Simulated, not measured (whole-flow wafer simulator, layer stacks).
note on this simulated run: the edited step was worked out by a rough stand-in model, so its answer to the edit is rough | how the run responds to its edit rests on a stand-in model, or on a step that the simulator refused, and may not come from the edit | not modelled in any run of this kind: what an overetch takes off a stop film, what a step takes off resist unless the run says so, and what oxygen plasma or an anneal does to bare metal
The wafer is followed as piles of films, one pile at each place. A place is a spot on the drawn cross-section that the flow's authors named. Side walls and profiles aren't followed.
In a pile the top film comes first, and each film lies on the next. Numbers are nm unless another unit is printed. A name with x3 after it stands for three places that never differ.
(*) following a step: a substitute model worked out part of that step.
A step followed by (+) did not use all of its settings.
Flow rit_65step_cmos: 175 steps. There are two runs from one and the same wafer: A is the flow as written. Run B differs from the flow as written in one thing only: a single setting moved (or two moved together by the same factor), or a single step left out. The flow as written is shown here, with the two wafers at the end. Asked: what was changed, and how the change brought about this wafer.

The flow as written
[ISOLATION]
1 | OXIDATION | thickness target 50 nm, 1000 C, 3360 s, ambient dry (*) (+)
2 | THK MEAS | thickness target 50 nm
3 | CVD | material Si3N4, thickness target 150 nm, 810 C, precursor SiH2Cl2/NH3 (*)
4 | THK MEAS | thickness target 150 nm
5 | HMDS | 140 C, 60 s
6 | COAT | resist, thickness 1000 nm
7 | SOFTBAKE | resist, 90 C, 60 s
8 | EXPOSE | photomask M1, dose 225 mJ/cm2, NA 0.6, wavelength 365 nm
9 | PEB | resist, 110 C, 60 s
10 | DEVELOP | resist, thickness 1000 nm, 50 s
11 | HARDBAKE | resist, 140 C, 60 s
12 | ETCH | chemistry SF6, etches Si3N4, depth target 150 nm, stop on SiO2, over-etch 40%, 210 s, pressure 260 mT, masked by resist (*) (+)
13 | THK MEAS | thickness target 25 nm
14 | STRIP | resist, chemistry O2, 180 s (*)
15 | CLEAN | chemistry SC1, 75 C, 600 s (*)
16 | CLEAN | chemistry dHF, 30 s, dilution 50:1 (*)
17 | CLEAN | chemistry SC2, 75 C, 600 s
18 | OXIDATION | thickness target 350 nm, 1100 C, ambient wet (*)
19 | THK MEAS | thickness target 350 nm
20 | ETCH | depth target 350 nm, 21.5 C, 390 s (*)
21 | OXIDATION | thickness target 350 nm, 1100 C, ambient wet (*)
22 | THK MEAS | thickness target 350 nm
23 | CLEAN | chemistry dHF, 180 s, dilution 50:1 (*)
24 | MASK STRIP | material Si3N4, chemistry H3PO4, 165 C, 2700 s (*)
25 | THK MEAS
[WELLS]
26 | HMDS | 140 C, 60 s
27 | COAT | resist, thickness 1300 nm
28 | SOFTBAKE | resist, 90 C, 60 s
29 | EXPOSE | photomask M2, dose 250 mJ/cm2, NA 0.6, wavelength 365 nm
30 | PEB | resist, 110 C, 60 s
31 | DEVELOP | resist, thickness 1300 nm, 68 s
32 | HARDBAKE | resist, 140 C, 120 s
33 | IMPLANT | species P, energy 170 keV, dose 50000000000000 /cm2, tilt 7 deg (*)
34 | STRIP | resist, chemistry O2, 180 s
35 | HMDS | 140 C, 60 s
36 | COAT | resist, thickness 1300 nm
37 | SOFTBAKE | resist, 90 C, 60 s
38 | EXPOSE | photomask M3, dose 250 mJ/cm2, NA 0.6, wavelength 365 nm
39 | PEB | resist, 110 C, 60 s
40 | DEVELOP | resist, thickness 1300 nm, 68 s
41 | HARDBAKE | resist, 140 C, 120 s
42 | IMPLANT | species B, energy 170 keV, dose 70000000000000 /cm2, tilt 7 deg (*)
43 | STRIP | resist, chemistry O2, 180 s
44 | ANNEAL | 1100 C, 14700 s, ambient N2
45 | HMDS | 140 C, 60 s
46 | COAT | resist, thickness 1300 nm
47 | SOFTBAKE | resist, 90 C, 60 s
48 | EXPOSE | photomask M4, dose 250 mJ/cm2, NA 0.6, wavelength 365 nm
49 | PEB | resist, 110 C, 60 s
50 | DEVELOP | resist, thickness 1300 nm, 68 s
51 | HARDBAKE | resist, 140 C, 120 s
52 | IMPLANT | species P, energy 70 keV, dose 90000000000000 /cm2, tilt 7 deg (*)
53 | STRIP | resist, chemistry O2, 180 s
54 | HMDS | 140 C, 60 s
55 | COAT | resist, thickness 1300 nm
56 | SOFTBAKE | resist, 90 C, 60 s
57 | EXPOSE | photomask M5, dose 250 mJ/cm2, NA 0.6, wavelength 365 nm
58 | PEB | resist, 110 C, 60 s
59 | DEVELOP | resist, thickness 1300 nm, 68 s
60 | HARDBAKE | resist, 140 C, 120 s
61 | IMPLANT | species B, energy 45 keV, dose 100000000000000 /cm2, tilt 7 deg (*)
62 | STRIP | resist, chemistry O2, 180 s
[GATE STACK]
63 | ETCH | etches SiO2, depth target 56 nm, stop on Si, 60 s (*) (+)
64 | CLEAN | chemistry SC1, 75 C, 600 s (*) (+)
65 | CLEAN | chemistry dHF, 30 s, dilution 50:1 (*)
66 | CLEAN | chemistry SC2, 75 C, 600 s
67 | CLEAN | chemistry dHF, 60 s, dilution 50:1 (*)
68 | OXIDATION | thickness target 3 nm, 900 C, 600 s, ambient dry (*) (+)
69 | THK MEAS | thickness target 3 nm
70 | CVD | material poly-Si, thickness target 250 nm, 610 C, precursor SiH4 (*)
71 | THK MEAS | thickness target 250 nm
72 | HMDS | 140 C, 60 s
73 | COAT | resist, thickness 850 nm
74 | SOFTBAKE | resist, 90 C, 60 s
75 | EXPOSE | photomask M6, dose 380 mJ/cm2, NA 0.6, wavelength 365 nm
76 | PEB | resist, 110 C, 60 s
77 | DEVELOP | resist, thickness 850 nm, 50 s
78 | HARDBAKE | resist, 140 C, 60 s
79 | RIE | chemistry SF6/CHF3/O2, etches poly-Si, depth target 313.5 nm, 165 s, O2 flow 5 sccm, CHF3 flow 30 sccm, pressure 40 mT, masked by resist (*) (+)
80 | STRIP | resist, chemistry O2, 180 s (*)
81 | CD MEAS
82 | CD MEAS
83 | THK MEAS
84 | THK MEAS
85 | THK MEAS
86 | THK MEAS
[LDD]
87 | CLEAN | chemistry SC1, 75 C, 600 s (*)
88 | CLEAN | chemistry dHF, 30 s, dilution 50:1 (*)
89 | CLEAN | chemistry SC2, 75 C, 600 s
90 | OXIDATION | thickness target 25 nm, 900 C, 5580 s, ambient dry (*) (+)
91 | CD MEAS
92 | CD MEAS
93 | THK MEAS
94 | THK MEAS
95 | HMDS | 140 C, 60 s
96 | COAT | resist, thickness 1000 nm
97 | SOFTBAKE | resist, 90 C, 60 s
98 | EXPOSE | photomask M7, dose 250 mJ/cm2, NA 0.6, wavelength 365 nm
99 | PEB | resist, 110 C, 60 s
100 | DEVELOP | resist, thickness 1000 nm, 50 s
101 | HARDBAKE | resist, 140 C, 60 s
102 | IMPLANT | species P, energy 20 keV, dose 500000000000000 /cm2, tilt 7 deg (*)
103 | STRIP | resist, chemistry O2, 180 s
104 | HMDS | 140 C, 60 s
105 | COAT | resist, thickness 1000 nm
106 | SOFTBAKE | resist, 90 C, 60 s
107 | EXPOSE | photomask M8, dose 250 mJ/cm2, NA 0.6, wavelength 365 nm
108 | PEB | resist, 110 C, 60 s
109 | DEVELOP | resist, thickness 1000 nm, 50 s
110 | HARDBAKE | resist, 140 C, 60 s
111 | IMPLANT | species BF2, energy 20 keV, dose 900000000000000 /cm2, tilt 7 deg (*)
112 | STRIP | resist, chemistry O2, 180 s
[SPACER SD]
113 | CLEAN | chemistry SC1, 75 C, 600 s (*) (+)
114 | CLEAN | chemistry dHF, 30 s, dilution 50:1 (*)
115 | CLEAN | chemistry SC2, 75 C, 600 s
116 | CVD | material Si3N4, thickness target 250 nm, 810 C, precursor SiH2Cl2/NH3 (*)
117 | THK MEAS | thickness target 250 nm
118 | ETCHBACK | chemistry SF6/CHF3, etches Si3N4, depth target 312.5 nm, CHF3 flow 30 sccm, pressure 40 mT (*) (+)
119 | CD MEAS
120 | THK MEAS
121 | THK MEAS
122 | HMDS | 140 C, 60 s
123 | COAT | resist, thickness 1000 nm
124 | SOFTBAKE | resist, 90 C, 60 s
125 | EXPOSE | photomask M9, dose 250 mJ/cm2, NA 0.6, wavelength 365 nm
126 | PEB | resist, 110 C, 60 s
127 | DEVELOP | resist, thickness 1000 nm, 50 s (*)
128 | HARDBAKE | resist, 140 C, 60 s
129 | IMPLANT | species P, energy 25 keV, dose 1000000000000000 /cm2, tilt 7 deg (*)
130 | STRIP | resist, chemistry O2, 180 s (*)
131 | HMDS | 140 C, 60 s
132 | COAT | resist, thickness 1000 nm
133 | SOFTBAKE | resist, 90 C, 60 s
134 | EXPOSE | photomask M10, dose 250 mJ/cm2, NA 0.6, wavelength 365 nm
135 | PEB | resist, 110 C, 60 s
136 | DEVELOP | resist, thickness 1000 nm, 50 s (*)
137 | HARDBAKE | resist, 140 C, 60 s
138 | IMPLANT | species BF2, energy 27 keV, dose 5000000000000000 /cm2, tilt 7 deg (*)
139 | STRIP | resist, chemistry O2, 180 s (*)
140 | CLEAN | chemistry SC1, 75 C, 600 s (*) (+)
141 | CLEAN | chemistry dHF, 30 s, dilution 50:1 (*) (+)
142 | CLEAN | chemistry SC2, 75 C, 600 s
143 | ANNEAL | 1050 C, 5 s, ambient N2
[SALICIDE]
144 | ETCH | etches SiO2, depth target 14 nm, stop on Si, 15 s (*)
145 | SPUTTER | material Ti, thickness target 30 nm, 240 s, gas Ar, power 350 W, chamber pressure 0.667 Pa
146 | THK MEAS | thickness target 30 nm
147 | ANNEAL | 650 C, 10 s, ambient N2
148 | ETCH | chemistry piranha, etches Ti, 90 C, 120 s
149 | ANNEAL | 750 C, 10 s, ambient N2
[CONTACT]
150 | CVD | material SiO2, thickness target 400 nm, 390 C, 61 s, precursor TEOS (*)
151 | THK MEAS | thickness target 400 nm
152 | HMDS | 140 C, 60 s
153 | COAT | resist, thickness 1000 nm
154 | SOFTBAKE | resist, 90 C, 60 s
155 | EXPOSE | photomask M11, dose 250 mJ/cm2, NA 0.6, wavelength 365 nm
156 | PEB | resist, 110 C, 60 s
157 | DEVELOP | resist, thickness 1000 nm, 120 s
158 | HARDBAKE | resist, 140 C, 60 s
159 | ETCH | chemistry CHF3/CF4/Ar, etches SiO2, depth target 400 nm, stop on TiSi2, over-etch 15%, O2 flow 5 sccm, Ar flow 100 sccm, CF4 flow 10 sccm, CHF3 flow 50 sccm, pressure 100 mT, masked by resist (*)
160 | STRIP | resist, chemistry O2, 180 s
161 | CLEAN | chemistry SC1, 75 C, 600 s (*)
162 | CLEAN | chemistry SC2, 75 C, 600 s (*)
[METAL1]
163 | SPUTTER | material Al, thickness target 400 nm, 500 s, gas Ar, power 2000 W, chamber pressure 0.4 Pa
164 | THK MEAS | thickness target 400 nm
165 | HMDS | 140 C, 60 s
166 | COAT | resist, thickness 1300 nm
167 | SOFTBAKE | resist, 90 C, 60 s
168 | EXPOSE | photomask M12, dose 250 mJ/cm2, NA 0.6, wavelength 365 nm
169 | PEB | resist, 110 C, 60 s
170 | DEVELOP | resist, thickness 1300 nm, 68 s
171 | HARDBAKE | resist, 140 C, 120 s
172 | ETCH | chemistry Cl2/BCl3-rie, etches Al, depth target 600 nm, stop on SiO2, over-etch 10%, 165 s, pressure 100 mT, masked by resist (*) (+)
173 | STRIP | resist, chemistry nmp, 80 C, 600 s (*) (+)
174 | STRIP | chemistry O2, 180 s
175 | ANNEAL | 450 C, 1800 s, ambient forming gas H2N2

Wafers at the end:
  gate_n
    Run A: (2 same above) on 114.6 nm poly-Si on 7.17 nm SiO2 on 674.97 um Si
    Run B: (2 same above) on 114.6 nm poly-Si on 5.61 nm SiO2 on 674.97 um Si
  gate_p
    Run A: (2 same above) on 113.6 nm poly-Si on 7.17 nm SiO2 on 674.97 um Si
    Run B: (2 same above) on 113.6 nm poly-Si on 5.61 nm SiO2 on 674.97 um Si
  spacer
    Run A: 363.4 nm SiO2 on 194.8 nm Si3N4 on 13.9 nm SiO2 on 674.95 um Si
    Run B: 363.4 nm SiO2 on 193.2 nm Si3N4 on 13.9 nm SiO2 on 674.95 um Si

What caused this: step 68, OXIDATION: 390 s was run, whereas the flow has 600 s.

The path from the change to this, step by step:
  68 | OXIDATION | thickness target 3 nm, 900 C, 600 s, ambient dry (*) (+)
      active_n, active_p, gate_n and 7 more: A SiO2 gains 7.17 (new film), Si loses 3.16 | B SiO2 gains 5.61 (new film), Si loses 2.47
  79 | RIE | chemistry SF6/CHF3/O2, etches poly-Si, depth target 313.5 nm, 165 s, O2 flow 5 sccm, CHF3 flow 30 sccm, pressure 40 mT, masked by resist (*) (+)
      active_n, active_p, spacer, spacer_p, sd_n, sd_p, contact, m1: A poly-Si loses 250 (all of it), SiO2 loses 7.17 (all of it) | B poly-Si loses 250 (all of it), SiO2 loses 5.61 (all of it)
  118 | ETCHBACK | chemistry SF6/CHF3, etches Si3N4, depth target 312.5 nm, CHF3 flow 30 sccm, pressure 40 mT (*) (+)
      spacer, spacer_p: A Si3N4 loses 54 | B Si3N4 loses 55.6
